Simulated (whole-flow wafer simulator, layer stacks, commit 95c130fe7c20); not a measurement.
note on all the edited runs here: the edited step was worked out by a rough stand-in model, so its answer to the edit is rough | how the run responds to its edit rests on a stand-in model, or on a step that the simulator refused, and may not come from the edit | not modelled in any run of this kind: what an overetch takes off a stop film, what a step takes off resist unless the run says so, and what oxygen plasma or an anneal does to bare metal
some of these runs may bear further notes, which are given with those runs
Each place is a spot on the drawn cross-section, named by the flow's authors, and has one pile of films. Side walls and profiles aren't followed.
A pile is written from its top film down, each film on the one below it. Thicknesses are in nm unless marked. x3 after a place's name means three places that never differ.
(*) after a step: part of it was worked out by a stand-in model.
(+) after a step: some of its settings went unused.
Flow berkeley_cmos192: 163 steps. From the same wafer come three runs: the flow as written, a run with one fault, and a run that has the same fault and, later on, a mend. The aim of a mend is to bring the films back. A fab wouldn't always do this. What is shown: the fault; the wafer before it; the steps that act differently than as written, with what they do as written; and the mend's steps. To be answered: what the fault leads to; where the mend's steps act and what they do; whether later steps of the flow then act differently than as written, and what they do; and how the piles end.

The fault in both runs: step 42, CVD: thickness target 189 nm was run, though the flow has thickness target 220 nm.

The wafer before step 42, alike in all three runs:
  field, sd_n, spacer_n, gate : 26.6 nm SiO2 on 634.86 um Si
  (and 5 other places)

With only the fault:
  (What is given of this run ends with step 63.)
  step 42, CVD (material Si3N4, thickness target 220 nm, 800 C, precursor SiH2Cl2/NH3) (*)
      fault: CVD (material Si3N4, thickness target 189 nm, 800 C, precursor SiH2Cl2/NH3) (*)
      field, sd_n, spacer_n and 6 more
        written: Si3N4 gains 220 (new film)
        fault: Si3N4 gains 189 (new film)
  Steps later in the flow that act otherwise than as written (4 more steps, not shown, differ only slightly: by at most 2% or 0.5 nm, whichever is larger):
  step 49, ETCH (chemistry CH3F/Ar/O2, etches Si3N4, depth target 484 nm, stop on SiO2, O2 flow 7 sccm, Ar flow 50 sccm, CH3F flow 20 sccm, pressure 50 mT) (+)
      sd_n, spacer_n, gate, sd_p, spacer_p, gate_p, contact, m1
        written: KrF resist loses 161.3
        fault: KrF resist loses 140.7
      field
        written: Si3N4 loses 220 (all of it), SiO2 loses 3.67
        fault: Si3N4 loses 189 (all of it), SiO2 loses 3.67
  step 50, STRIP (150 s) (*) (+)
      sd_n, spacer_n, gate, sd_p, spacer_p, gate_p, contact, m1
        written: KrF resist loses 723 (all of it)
        fault: KrF resist loses 743.7 (all of it)
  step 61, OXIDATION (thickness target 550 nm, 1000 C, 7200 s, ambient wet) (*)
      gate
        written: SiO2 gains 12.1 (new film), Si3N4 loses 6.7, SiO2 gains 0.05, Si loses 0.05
        fault: SiO2 gains 12.1 (new film), Si3N4 loses 6.7
  After step 63, at sd_n, spacer_n, gate, sd_p, spacer_p, gate_p, contact, m1, the piles differ from the flow's by more than 2% or 0.5 nm, whichever is larger.
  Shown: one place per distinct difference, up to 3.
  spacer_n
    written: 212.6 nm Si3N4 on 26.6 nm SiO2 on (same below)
    fault: 181.6 nm Si3N4 on 26.6 nm SiO2 on (same below)
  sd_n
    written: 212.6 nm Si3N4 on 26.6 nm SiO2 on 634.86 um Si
    fault: 181.6 nm Si3N4 on 26.9 nm SiO2 on 634.86 um Si
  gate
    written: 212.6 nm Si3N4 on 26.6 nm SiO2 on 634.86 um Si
    fault: 181.6 nm Si3N4 on 26.6 nm SiO2 on 634.86 um Si

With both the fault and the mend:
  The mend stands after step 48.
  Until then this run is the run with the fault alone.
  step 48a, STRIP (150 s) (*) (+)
      sd_n, spacer_n, gate, sd_p, spacer_p, gate_p, contact, m1
        KrF resist loses 884.4 (all of it)
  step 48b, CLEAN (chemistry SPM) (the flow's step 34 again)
      leaves every film unchanged at each place that is followed
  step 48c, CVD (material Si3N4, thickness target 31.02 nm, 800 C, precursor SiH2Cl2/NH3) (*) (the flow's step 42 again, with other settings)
      field, sd_n, spacer_n and 6 more
        Si3N4 gains 31
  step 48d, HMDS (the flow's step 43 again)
      leaves every film unchanged at each place that is followed
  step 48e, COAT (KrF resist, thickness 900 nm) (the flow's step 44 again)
      field, sd_n, spacer_n and 6 more
        KrF resist gains 900 (new film)
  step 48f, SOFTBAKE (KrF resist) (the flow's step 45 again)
      leaves every film unchanged at each place that is followed
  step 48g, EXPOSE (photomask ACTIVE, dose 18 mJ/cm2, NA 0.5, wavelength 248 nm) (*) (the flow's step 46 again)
      leaves every film unchanged at each place that is followed
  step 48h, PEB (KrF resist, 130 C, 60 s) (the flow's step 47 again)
      field, sd_n, spacer_n and 6 more
        KrF resist loses 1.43
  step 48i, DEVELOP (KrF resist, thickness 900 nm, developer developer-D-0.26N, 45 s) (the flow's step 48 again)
      sd_n, spacer_n, gate, sd_p, spacer_p, gate_p, contact, m1
        KrF resist loses 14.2
      field
        KrF resist loses 898.6 (all of it)
  Every later step of the flow that is run acts as written, at every place that is followed, to within 2% or 0.5 nm, whichever is larger.
  At every place that both follow, the piles at the end match the flow's.
